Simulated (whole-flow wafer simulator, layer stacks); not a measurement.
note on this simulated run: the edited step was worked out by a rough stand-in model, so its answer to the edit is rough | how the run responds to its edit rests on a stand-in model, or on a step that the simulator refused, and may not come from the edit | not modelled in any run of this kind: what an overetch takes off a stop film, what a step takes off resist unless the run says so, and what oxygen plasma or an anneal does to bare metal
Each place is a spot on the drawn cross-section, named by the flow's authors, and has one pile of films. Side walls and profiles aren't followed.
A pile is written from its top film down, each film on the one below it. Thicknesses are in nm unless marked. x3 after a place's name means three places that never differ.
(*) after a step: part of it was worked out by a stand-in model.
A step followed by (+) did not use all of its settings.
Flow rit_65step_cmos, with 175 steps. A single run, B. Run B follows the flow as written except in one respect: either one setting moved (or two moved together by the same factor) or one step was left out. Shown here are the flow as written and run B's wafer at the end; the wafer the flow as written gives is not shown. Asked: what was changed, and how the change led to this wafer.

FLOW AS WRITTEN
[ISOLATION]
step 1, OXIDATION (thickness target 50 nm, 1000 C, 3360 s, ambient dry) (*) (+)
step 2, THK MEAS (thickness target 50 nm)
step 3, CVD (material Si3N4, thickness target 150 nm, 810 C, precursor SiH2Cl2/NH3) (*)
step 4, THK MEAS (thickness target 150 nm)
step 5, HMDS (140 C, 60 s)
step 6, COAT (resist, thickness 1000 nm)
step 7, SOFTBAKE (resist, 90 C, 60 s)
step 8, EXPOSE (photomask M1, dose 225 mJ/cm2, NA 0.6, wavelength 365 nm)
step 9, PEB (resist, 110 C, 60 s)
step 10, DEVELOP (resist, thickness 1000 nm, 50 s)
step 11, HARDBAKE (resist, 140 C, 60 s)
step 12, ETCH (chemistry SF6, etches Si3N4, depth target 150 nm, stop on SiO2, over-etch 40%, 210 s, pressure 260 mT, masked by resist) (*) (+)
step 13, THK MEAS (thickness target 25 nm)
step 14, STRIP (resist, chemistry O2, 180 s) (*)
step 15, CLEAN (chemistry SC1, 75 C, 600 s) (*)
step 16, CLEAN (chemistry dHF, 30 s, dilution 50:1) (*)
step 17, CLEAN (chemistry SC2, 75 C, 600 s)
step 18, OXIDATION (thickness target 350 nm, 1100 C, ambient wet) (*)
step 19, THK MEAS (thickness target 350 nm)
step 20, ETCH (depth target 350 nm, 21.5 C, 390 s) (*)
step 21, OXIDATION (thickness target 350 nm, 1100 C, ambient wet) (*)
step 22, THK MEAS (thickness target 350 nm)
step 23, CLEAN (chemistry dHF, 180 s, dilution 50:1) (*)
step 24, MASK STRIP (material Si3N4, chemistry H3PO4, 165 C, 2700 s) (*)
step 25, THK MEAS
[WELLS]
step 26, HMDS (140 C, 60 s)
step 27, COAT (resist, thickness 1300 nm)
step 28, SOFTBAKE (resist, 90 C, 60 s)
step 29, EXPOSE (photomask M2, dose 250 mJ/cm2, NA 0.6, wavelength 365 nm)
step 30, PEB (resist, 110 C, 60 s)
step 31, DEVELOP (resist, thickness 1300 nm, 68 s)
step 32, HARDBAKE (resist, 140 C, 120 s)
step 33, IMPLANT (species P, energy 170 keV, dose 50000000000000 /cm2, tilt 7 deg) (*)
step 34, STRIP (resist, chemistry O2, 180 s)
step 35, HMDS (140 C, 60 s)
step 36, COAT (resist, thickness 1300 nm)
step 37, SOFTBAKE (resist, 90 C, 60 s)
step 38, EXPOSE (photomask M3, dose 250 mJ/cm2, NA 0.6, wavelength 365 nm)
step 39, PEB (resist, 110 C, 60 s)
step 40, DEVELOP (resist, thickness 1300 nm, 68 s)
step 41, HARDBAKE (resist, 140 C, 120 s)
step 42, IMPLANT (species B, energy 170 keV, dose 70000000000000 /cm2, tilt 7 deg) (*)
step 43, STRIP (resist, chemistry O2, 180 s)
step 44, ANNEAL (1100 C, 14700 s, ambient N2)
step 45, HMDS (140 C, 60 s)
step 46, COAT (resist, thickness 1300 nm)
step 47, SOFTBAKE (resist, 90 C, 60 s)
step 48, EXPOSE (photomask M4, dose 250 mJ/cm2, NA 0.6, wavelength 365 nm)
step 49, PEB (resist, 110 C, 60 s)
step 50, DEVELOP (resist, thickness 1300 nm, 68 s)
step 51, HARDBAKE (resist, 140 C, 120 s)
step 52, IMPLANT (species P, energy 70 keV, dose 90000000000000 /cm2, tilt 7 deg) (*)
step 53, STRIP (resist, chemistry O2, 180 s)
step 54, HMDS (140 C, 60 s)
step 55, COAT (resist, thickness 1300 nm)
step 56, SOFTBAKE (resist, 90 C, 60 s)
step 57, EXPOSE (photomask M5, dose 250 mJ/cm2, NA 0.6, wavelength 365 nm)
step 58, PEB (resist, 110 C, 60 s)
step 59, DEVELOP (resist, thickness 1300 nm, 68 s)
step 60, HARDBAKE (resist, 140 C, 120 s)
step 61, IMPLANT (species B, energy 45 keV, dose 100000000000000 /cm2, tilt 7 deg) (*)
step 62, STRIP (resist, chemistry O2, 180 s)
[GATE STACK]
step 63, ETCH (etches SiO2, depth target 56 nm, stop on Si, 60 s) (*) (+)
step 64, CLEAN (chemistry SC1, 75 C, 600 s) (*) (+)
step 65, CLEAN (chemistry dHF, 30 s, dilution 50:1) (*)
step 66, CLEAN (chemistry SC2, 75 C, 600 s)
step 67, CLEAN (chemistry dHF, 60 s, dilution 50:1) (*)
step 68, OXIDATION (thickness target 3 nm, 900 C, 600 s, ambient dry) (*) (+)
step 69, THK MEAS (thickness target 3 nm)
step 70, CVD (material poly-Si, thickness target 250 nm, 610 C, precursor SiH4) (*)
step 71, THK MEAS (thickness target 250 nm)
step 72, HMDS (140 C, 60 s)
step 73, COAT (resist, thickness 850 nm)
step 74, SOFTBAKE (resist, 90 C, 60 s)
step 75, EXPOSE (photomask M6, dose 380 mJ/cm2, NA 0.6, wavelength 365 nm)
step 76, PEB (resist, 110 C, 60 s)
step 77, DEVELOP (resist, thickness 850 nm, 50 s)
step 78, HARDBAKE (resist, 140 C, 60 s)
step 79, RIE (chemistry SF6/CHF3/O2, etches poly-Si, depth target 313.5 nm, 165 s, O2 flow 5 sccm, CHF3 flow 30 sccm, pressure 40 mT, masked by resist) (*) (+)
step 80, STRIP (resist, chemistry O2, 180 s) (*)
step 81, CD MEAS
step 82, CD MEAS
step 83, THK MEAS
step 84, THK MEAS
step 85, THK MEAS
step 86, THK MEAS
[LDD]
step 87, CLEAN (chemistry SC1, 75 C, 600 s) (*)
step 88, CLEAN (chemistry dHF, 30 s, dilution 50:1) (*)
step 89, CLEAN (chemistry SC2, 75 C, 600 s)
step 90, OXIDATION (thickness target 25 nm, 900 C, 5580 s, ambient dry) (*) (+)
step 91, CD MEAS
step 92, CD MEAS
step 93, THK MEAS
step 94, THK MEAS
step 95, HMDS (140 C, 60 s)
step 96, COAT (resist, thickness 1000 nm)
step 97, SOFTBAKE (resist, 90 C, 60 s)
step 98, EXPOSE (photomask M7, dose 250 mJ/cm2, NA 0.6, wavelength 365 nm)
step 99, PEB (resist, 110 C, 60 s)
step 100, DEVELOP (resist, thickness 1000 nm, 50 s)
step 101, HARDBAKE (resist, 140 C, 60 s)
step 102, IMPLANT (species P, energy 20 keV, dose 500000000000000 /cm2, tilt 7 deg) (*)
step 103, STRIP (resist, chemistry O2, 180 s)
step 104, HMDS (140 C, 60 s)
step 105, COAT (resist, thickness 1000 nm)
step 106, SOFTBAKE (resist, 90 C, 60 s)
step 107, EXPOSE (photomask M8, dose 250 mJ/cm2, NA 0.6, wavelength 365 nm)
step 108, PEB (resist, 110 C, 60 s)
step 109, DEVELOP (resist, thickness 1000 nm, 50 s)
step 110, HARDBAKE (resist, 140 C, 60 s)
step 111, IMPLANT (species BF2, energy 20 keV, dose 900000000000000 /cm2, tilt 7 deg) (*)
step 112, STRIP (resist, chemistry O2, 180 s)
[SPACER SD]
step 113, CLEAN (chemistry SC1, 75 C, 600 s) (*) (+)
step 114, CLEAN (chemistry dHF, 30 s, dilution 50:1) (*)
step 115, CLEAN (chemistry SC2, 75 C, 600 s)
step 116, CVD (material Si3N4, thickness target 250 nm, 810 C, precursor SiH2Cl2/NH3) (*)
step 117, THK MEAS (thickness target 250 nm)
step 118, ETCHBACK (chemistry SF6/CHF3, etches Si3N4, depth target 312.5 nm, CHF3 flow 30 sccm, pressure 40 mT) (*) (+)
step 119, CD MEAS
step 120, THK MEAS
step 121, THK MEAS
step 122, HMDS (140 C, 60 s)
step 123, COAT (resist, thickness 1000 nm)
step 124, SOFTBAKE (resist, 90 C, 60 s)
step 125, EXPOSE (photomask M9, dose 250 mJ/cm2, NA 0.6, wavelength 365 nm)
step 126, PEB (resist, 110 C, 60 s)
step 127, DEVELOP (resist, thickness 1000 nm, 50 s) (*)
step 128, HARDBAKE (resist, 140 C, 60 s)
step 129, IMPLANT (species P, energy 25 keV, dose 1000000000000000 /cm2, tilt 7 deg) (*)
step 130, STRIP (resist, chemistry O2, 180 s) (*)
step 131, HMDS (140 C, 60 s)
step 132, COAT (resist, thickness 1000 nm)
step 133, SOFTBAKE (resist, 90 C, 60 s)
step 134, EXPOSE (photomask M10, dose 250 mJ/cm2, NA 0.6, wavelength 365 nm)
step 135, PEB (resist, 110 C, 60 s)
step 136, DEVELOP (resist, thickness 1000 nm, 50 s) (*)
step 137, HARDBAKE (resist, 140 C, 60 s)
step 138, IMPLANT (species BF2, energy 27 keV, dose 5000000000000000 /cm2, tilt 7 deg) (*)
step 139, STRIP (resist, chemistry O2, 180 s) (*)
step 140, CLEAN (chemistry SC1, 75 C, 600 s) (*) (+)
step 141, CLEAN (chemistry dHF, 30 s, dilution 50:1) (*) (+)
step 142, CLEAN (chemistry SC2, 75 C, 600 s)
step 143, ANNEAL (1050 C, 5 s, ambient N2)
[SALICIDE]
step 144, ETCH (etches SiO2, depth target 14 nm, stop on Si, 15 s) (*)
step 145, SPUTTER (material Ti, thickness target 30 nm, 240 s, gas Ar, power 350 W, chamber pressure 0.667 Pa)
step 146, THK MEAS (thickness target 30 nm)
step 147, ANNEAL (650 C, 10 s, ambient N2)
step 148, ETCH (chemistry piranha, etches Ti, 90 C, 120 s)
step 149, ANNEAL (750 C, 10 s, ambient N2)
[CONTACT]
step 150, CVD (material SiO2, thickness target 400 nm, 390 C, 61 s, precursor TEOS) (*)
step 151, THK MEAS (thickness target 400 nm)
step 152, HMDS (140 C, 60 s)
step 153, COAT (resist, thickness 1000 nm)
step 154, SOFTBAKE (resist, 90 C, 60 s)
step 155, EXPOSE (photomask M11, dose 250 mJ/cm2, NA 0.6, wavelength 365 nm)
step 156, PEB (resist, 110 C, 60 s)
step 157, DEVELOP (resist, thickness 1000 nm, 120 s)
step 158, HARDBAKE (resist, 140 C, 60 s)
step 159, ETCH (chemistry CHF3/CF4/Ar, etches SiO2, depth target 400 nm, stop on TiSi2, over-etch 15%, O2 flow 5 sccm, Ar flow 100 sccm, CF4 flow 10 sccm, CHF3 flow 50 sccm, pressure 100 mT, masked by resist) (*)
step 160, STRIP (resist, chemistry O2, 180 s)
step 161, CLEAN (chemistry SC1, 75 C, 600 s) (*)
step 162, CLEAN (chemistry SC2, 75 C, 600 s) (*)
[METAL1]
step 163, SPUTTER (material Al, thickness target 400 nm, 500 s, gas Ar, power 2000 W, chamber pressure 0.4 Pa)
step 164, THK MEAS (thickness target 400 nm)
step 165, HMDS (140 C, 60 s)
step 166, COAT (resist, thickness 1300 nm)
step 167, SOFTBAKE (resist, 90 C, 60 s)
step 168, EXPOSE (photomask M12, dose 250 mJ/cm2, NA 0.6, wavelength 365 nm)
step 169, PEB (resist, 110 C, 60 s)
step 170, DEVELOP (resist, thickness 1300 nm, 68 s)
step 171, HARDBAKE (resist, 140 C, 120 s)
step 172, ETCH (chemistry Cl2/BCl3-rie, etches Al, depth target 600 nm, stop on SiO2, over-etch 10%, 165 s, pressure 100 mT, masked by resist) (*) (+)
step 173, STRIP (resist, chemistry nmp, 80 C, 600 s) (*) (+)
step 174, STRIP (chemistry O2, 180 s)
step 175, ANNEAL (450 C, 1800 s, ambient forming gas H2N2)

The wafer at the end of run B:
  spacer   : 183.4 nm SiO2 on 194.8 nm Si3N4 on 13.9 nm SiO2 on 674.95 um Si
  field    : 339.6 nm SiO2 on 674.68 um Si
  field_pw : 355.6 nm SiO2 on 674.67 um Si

What caused this: step 150, CVD: thickness target 220 nm was run, whereas the flow has thickness target 400 nm.

Step by step, how the change led to this:
  step 150, CVD (material SiO2, thickness target 400 nm, 390 C, 61 s, precursor TEOS) (*)
      field, field_pw, field_nw, field_p: +220 SiO2 (it would be, as written: +400 SiO2)
      spacer, spacer_p: +220 SiO2 (new film) (it would be, as written: +400 SiO2 (new film))
      (as well as at 2 more places)
  step 159, ETCH (chemistry CHF3/CF4/Ar, etches SiO2, depth target 400 nm, stop on TiSi2, over-etch 15%, O2 flow 5 sccm, Ar flow 100 sccm, CF4 flow 10 sccm, CHF3 flow 50 sccm, pressure 100 mT, masked by resist) (*)
      field, field_pw, field_nw, field_p, gate_n, gate_p, spacer, spacer_p: -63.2 resist (it would be, as written: -115 resist)
  step 160, STRIP (resist, chemistry O2, 180 s)
      field: -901 resist (all of it) (it would be, as written: -851 resist (all of it))
      field_pw: -870.6 resist (all of it) (it would be, as written: -820.1 resist (all of it))
      (as well as at 6 more places)
  step 163, SPUTTER (material Al, thickness target 400 nm, 500 s, gas Ar, power 2000 W, chamber pressure 0.4 Pa)
      gate_n, gate_p: +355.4 Al (new film) (it would be, as written: +396 Al (new film))
  step 166, COAT (resist, thickness 1300 nm)
      gate_n: +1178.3 resist (new film) (it would be, as written: +1131.7 resist (new film))
      gate_p: +1180.7 resist (new film) (it would be, as written: +1135.6 resist (new film))
  step 169, PEB (resist, 110 C, 60 s)
      gate_n: -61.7 resist (it would be, as written: -59.1 resist)
      gate_p: -61.8 resist (it would be, as written: -59.3 resist)
  step 170, DEVELOP (resist, thickness 1300 nm, 68 s)
      gate_n: -1116.6 resist (all of it) (it would be, as written: -1072.6 resist (all of it))
      gate_p: -1118.9 resist (all of it) (it would be, as written: -1076.3 resist (all of it))
  step 172, ETCH (chemistry Cl2/BCl3-rie, etches Al, depth target 600 nm, stop on SiO2, over-etch 10%, 165 s, pressure 100 mT, masked by resist) (*) (+)
      gate_n, gate_p: -355.4 Al (all of it), -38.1 SiO2 (it would be, as written: -396 Al (all of it), -33 SiO2)
